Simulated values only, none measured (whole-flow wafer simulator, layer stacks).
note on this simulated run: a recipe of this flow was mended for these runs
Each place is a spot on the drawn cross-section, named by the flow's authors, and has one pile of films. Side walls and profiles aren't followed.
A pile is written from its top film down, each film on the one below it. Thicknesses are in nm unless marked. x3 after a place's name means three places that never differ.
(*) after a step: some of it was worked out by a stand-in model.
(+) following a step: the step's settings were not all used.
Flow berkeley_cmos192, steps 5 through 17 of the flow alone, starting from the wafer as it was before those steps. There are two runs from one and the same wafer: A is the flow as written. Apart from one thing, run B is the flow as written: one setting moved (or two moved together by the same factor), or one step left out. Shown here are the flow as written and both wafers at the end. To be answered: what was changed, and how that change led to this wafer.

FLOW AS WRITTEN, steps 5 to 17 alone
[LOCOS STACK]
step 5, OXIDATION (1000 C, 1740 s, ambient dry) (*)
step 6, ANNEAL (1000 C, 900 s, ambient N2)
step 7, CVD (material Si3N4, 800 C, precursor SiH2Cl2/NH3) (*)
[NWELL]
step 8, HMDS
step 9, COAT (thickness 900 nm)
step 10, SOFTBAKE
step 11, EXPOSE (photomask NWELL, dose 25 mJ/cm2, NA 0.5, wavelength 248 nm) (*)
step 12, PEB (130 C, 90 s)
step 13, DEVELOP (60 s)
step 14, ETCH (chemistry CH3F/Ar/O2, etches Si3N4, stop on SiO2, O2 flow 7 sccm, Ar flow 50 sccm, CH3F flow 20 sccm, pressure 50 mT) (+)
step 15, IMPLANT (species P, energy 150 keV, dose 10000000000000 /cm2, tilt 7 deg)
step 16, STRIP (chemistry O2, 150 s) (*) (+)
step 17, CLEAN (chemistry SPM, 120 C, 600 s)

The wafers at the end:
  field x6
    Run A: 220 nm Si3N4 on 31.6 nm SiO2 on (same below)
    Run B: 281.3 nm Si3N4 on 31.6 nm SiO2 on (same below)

Cause: step 7, CVD: 820 C was run, while the flow as written has 800 C.

How this came from the change, step by step:
  step 7, CVD (material Si3N4, 800 C, precursor SiH2Cl2/NH3) (*)
      field x6, sd_p x3: A Si3N4 gains 220 (new film) | B Si3N4 gains 281.3 (new film)
  step 14, ETCH (chemistry CH3F/Ar/O2, etches Si3N4, stop on SiO2, O2 flow 7 sccm, Ar flow 50 sccm, CH3F flow 20 sccm, pressure 50 mT) (+)
      field x6: A KrF-resist loses 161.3 | B KrF-resist loses 202.2
      sd_p x3: A Si3N4 loses 220 (all of it), SiO2 loses 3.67 | B Si3N4 loses 281.3 (all of it), SiO2 loses 3.67
  step 16, STRIP (chemistry O2, 150 s) (*) (+)
      field x6: A KrF-resist loses 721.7 (all of it) | B KrF-resist loses 680.9 (all of it)
